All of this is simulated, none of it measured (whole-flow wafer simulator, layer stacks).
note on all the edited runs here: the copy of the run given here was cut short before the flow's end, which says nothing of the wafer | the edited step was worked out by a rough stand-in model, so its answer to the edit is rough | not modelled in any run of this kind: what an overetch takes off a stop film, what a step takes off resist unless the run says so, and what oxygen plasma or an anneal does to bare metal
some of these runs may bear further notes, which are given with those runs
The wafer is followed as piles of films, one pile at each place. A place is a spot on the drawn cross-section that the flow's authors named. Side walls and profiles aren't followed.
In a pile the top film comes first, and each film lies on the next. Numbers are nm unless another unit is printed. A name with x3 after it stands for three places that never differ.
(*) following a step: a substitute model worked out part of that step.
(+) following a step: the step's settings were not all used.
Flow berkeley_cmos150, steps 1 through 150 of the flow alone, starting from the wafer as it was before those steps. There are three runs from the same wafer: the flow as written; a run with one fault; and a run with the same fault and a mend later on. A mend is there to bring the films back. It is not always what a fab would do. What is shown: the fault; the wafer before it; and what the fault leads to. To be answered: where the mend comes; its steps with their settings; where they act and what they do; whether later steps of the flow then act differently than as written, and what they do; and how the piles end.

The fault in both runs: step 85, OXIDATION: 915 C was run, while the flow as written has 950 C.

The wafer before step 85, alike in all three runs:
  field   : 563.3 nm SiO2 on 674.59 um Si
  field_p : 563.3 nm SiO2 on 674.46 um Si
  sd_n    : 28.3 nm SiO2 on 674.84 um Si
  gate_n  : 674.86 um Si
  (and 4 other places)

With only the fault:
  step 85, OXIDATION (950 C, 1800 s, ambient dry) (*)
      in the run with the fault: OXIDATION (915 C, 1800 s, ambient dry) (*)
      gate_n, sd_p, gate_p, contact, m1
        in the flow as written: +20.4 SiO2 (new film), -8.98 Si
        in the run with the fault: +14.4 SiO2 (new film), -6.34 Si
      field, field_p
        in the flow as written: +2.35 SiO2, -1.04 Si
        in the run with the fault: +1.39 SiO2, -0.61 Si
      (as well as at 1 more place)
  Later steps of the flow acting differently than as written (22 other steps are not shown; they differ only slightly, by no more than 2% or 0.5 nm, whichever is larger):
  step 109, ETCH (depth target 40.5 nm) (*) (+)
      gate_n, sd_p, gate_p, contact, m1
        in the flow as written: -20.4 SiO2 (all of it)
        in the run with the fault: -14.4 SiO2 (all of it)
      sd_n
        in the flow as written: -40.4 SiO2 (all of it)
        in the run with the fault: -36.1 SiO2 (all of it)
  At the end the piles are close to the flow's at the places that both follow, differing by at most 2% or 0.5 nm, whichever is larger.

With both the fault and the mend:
  After step 94 comes the mend.
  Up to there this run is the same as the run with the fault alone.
  step 94a, STRIP (*) (+)
      field_p
        -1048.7 KrF resist (all of it)
      sd_p
        -1274.9 KrF resist (all of it)
      gate_p
        -1249.5 KrF resist (all of it)
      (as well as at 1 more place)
  step 94b, CLEAN (chemistry SPM, 600 s) (a further turn of the flow's step 77)
      leaves every film unchanged at each place that is followed
  step 94c, OXIDATION (950 C, 655 s, ambient dry) (*) (a further turn of the flow's step 85, with different settings)
      gate_n, sd_p, gate_p, contact, m1
        +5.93 SiO2, -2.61 Si
      field, field_p
        +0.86 SiO2, -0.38 Si
      sd_n
        +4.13 SiO2, -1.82 Si
  step 94d, HMDS (a further turn of the flow's step 88)
      leaves every film unchanged at each place that is followed
  step 94e, COAT (KrF resist, thickness 1100 nm) (*) (a further turn of the flow's step 89)
      field
        +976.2 KrF resist (new film)
      field_p
        +1087.8 KrF resist (new film)
      sd_n
        +1243 KrF resist (new film)
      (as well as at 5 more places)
  step 94f, SOFTBAKE (KrF resist) (a further turn of the flow's step 90)
      leaves every film unchanged at each place that is followed
  step 94g, EXPOSE (photomask NWELL INV, NA 0.5, wavelength 248 nm) (*) (a further turn of the flow's step 91)
      leaves every film unchanged at each place that is followed
  step 94h, PEB (KrF resist, 110 C, 90 s) (a further turn of the flow's step 92)
      field
        -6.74 KrF resist
      field_p
        -7.53 KrF resist
      sd_n
        -8.63 KrF resist
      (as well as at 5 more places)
  step 94i, DEVELOP (KrF resist, thickness 1100 nm, developer developer-D-0.26N, 45 s) (a further turn of the flow's step 93)
      field_p, sd_p, gate_p, m1
        -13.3 KrF resist
      field
        -969.5 KrF resist (all of it)
      sd_n
        -1234.4 KrF resist (all of it)
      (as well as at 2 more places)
  step 94j, HARDBAKE (120 C, 7200 s) (a further turn of the flow's step 94)
      field_p
        -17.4 KrF resist
      sd_p
        -21.4 KrF resist
      gate_p
        -20.9 KrF resist
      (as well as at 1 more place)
  None of the later steps of the flow differs from how it acts as written, at any place that is followed, by more than 2% or 0.5 nm, whichever is larger.
  At the end the piles are close to the flow's at the places that both follow, differing by at most 2% or 0.5 nm, whichever is larger.
